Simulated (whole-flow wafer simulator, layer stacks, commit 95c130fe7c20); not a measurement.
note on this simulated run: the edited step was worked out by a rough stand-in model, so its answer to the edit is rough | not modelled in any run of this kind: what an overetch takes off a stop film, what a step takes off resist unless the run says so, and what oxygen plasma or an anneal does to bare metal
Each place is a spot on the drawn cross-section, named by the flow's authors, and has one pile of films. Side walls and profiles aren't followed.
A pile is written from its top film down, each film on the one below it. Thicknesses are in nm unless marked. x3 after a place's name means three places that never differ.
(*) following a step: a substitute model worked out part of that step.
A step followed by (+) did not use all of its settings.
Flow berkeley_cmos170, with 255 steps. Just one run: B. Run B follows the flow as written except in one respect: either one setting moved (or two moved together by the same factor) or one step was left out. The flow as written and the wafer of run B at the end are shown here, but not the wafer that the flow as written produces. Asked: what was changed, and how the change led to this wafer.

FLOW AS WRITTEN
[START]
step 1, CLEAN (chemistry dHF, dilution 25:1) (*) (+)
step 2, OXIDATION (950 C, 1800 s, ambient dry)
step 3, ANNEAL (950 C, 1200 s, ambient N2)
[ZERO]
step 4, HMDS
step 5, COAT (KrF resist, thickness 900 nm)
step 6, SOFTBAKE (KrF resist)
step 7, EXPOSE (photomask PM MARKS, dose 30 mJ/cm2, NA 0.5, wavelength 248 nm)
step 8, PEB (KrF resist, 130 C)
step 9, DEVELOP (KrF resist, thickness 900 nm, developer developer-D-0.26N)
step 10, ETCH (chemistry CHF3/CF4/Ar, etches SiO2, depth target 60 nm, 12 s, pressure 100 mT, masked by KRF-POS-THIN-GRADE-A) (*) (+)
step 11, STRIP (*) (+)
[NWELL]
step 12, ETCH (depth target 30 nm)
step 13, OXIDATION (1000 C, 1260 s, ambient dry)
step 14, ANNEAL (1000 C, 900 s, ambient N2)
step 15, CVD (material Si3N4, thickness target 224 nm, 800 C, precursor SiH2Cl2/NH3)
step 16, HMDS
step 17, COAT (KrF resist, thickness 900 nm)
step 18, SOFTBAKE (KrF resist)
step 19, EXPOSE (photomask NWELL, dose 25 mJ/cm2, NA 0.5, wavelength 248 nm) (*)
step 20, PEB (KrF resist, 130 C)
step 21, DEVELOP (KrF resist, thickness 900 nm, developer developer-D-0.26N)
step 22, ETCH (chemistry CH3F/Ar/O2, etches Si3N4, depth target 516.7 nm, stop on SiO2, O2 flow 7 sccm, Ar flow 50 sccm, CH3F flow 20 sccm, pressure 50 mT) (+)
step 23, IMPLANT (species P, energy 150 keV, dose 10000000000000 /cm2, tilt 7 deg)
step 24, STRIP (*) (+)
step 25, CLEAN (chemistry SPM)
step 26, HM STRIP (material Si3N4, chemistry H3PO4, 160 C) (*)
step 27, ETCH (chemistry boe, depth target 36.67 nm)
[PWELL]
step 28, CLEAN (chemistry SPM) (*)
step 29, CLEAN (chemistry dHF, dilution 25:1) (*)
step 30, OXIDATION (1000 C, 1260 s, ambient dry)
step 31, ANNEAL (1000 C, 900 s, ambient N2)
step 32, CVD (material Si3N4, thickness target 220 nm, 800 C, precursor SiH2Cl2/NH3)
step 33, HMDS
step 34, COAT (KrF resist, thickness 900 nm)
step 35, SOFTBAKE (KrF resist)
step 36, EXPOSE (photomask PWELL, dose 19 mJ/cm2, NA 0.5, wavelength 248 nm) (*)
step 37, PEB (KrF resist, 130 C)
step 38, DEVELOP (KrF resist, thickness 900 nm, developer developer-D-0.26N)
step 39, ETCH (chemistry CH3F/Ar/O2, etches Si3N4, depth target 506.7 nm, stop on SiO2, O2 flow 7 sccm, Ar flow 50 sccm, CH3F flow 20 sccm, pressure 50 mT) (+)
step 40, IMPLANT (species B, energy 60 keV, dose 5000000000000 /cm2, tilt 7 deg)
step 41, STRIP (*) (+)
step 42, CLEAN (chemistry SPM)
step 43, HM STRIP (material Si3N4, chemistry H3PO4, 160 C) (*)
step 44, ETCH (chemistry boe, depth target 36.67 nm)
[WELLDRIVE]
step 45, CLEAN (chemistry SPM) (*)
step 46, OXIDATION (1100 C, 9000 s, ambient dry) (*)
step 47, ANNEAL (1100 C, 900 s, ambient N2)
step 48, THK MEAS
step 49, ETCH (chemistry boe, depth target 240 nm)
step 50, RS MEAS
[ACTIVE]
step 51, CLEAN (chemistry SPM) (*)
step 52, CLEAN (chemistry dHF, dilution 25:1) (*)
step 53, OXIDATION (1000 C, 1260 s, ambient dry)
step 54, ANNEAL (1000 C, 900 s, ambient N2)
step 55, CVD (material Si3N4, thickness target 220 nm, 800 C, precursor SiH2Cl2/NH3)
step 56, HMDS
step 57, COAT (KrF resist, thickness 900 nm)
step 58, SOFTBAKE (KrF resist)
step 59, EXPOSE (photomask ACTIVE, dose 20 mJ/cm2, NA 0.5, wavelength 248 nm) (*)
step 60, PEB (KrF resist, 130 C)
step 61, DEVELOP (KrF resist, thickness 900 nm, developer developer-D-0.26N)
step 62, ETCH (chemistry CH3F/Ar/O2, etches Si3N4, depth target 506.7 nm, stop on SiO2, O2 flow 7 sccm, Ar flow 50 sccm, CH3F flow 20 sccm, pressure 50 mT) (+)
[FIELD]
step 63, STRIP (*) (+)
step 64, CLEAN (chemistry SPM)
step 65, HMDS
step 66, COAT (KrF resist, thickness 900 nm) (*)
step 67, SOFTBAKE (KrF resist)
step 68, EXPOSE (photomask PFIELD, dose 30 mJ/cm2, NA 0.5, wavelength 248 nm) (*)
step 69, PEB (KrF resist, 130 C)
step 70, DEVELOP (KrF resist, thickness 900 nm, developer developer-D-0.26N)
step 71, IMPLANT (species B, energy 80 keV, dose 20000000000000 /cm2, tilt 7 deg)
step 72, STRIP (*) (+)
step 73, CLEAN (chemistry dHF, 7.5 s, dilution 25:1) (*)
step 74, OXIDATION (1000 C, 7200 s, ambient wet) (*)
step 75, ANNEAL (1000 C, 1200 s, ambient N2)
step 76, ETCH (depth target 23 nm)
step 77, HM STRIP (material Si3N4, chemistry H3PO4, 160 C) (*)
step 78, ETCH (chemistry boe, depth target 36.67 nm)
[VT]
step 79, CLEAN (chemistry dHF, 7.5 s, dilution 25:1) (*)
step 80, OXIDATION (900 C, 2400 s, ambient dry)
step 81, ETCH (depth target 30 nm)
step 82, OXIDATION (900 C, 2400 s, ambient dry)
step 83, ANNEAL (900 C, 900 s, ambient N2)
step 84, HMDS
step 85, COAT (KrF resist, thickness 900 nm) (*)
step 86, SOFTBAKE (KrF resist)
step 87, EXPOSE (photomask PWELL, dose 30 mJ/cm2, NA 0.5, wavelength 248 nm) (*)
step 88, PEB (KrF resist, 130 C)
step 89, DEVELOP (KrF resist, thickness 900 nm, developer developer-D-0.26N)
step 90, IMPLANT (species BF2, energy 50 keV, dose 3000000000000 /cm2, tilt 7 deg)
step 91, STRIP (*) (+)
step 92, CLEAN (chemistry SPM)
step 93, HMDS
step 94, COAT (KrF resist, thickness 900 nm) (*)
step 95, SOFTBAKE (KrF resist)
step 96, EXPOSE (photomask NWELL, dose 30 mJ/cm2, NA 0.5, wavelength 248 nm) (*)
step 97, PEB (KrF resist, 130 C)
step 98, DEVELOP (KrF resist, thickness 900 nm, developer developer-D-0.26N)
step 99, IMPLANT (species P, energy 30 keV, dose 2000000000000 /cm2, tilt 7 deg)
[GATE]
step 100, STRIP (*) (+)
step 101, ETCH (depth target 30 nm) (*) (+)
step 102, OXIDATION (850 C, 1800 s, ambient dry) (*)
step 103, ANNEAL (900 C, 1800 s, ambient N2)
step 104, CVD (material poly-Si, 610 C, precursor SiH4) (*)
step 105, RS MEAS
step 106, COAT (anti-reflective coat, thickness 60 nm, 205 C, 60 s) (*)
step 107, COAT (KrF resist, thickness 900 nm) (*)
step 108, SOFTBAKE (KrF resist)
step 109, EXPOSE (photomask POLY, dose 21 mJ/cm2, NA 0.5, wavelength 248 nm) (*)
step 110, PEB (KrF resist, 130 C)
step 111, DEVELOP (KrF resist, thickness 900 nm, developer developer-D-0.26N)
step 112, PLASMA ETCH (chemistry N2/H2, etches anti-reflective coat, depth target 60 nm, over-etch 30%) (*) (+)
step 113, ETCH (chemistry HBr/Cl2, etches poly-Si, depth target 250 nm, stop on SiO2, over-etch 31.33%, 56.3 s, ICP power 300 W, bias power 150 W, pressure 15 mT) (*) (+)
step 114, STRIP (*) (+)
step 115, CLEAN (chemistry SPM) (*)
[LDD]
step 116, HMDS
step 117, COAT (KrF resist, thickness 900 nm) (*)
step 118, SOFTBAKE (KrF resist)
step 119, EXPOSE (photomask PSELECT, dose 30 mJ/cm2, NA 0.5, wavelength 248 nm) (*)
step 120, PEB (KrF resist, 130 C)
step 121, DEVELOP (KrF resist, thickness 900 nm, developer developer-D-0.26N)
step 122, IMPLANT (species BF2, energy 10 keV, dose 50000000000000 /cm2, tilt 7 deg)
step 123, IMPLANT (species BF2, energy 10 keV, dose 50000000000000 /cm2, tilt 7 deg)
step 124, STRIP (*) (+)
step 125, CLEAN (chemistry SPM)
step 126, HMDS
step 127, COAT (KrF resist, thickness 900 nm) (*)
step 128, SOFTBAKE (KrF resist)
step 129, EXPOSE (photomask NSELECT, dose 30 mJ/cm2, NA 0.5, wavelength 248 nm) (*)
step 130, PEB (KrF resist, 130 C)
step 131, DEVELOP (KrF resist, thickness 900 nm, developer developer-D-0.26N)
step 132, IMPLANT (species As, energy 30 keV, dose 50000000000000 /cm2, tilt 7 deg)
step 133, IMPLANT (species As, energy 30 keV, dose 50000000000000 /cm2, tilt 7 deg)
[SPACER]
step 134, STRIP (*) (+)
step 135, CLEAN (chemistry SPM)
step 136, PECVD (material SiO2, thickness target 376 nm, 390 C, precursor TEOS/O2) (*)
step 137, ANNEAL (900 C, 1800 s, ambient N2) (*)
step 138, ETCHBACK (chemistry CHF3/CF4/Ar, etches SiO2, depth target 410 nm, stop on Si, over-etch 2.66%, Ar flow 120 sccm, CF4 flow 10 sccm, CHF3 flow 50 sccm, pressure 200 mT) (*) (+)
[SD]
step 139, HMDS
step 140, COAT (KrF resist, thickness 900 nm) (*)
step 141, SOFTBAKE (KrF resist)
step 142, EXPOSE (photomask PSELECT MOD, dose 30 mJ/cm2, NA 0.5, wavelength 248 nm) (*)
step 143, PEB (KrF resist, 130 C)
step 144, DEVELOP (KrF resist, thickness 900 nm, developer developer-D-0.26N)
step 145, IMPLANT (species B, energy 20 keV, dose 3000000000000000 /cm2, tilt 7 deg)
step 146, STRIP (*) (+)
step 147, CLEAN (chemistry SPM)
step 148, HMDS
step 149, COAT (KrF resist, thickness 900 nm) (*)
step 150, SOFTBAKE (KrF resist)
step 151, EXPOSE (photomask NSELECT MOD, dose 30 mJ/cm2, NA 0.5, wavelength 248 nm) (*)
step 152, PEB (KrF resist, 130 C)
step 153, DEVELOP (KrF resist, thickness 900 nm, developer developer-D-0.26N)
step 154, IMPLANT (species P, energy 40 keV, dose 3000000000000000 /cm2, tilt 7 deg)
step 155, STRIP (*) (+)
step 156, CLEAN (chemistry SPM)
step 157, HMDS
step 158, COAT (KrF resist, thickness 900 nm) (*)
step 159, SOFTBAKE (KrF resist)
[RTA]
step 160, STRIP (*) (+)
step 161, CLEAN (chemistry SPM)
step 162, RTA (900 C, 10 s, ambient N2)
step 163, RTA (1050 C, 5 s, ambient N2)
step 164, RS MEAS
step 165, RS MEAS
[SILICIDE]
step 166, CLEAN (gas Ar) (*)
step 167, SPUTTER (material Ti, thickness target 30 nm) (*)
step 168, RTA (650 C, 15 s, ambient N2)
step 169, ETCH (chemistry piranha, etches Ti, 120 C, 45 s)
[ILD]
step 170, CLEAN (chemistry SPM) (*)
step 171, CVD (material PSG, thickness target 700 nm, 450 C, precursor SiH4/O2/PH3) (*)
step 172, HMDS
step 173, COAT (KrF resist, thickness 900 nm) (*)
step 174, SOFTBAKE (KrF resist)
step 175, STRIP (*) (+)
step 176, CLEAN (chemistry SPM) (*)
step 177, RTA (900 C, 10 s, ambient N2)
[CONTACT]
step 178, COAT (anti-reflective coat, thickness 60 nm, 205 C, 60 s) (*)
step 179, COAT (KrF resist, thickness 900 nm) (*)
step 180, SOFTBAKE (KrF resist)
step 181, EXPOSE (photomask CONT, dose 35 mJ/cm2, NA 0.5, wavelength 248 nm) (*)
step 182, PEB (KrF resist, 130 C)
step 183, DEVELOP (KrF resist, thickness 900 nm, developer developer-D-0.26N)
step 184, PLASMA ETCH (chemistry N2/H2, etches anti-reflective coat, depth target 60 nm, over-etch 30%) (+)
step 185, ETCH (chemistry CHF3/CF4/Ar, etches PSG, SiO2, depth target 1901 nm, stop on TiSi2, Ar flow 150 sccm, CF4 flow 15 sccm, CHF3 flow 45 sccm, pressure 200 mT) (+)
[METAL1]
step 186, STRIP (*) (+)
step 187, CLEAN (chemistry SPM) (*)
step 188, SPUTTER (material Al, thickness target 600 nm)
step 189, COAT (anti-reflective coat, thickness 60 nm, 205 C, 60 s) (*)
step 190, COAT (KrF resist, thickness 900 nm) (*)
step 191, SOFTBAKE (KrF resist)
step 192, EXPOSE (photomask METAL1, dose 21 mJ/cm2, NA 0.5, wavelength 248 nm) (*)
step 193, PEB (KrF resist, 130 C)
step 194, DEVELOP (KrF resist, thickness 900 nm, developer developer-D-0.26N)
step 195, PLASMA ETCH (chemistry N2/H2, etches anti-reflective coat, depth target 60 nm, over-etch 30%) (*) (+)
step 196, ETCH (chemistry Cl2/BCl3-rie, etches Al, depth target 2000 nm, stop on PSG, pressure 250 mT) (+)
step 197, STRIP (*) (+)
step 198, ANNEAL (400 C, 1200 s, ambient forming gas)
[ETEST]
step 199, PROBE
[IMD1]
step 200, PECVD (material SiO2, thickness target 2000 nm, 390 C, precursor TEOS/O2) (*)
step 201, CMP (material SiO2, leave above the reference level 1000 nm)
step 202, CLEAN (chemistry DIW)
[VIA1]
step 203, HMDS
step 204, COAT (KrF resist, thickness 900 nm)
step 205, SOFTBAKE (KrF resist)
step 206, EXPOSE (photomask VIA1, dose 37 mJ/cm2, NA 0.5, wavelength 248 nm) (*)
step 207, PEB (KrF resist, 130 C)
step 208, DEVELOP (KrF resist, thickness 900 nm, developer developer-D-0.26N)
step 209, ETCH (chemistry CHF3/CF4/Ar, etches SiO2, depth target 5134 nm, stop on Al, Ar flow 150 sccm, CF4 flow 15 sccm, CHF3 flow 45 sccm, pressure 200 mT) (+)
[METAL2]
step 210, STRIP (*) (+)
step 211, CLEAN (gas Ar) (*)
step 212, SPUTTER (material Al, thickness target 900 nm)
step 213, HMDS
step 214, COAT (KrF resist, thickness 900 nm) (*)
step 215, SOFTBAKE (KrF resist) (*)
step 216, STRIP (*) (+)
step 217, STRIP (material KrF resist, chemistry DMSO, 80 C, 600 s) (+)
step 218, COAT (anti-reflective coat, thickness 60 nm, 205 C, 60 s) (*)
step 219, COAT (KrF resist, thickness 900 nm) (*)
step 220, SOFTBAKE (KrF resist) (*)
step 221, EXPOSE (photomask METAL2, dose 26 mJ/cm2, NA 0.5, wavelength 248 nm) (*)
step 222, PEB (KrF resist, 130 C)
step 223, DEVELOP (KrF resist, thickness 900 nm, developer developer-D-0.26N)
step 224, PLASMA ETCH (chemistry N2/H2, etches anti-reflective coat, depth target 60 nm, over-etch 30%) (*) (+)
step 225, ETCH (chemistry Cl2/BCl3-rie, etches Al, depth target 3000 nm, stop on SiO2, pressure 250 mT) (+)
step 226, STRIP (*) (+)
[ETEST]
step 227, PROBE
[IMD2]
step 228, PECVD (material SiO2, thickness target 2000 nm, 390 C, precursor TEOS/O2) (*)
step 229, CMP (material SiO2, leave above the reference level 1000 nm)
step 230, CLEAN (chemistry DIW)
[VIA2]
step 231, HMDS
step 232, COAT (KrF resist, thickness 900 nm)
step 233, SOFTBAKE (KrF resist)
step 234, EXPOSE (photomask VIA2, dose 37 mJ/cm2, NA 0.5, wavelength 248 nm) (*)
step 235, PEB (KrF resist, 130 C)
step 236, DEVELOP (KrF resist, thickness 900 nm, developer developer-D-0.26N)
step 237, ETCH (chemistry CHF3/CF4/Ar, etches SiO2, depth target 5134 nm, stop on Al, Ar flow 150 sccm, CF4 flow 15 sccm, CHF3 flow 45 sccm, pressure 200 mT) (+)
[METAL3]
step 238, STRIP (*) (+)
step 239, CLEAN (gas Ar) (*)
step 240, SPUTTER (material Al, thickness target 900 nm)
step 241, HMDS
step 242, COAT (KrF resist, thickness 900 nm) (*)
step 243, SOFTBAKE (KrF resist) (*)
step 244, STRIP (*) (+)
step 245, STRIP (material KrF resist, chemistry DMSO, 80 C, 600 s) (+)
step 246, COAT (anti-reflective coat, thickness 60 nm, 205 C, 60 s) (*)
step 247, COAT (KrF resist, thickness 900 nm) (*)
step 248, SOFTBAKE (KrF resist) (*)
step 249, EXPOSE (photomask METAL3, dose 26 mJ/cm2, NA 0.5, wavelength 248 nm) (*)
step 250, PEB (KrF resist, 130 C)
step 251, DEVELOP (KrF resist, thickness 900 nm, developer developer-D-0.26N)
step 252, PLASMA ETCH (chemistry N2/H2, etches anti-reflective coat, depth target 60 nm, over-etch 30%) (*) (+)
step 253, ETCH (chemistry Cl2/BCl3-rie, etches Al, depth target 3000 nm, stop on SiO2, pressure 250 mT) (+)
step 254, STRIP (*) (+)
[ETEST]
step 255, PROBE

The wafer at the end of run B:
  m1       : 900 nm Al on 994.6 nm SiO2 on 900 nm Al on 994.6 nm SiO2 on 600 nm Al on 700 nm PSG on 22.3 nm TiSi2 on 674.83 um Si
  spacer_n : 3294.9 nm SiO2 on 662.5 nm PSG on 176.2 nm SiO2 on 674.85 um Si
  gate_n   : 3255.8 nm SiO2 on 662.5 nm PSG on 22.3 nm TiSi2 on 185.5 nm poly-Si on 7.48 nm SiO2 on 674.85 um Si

Cause: step 167, SPUTTER: thickness target 12 nm was run, while the flow as written has thickness target 30 nm.

Step by step, how the change led to this:
  step 167, SPUTTER (material Ti, thickness target 30 nm) (*)
      field, sd_n, spacer_n and 9 more: Ti gains 12 (new film) (in the flow as written it would be: Ti gains 30 (new film))
  step 168, RTA (650 C, 15 s, ambient N2)
      sd_n, sd_p, contact, m1, via1, m2, via2: Ti loses 9.36, TiSi2 C49 gains 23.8 (new film), Si loses 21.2 (in the flow as written it would be: Ti loses 23.4, TiSi first gains 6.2 (new film), TiSi2 C49 gains 50.3 (new film), Si loses 49)
      gate_n, gate_p: Ti loses 9.36, TiSi2 C49 gains 23.8 (new film), poly-Si loses 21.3 (in the flow as written it would be: Ti loses 23.4, TiSi first gains 6.2 (new film), TiSi2 C49 gains 50.3 (new film), poly-Si loses 49.2)
  step 169, ETCH (chemistry piranha, etches Ti, 120 C, 45 s)
      sd_n, gate_n, sd_p and 6 more: Ti loses 2.64 (all of it), TiSi2 C49 loses 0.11 (in the flow as written it would be: Ti loses 6.6 (all of it), TiSi first loses 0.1)
      field, spacer_n, spacer_p: Ti loses 12 (all of it) (in the flow as written it would be: Ti loses 30 (all of it))
  step 177, RTA (900 C, 10 s, ambient N2)
      sd_n, sd_p, contact, m1, via1, m2, via2: under 1 film: TiSi2 gains 22.3 (new film), TiSi2 C49 loses 23.7 (all of it) (in the flow as written it would be: under 1 film: TiSi2 gains 55.9 (new film), TiSi first loses 6.09 (all of it), TiSi2 C49 loses 50.3 (all of it), Si loses 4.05)
      gate_n, gate_p: under 1 film: TiSi2 gains 22.3 (new film), TiSi2 C49 loses 23.7 (all of it) (in the flow as written it would be: under 1 film: TiSi2 gains 55.9 (new film), TiSi first loses 6.09 (all of it), TiSi2 C49 loses 50.3 (all of it), poly-Si loses 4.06)
